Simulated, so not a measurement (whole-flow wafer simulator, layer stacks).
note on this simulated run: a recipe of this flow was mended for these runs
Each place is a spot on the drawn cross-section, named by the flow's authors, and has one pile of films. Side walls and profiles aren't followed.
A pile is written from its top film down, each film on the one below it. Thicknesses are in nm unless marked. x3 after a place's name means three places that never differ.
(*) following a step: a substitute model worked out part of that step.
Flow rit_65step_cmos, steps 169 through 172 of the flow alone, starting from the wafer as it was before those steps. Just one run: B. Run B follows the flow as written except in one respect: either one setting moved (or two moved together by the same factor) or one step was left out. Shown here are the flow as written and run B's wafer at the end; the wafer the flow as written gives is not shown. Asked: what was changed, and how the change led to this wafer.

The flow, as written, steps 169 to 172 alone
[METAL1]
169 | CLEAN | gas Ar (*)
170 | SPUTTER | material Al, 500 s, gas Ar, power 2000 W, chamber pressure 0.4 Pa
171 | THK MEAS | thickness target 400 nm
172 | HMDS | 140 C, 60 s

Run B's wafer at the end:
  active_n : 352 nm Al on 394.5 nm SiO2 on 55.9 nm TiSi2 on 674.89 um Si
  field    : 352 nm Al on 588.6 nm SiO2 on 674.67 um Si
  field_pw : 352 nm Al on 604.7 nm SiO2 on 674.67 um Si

What caused this: step 170, SPUTTER: power 1760 W was run, though the flow has power 2000 W.

How this came from the change, step by step:
  170 | SPUTTER | material Al, 500 s, gas Ar, power 2000 W, chamber pressure 0.4 Pa
      field, field_pw, field_nw and 10 more: Al gains 352 (new film) (as written it would have been: Al gains 400 (new film))
      contact: Al gains 227.1 (new film) (as written it would have been: Al gains 255.4 (new film))
